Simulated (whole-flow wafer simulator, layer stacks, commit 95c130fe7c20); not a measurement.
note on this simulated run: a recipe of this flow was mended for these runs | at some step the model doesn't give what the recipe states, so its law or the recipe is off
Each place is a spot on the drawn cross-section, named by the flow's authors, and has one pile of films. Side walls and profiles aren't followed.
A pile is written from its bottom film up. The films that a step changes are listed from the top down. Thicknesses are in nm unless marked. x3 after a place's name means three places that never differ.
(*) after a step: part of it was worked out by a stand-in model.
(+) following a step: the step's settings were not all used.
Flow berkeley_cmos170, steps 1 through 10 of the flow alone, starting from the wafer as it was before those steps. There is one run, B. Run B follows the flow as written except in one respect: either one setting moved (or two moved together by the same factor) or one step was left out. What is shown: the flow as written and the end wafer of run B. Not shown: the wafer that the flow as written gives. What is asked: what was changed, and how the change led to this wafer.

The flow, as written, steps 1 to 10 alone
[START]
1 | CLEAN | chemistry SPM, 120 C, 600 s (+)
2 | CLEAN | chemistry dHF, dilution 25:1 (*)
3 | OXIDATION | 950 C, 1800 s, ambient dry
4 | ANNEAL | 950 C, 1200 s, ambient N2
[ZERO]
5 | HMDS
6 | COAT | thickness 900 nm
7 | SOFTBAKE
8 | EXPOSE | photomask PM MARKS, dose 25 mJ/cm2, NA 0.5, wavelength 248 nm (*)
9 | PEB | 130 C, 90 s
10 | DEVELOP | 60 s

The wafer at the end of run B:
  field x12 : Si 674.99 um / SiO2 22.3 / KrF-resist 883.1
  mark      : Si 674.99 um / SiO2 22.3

What caused this: step 3, OXIDATION: 958 C was run, while the flow as written has 950 C.

Step by step, how the change led to this:
  3 | OXIDATION | 950 C, 1800 s, ambient dry
      field x12, mark: SiO2 gains 22.3 (new film), Si loses 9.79 (as written it would have been: SiO2 gains 20.4 (new film), Si loses 8.98)
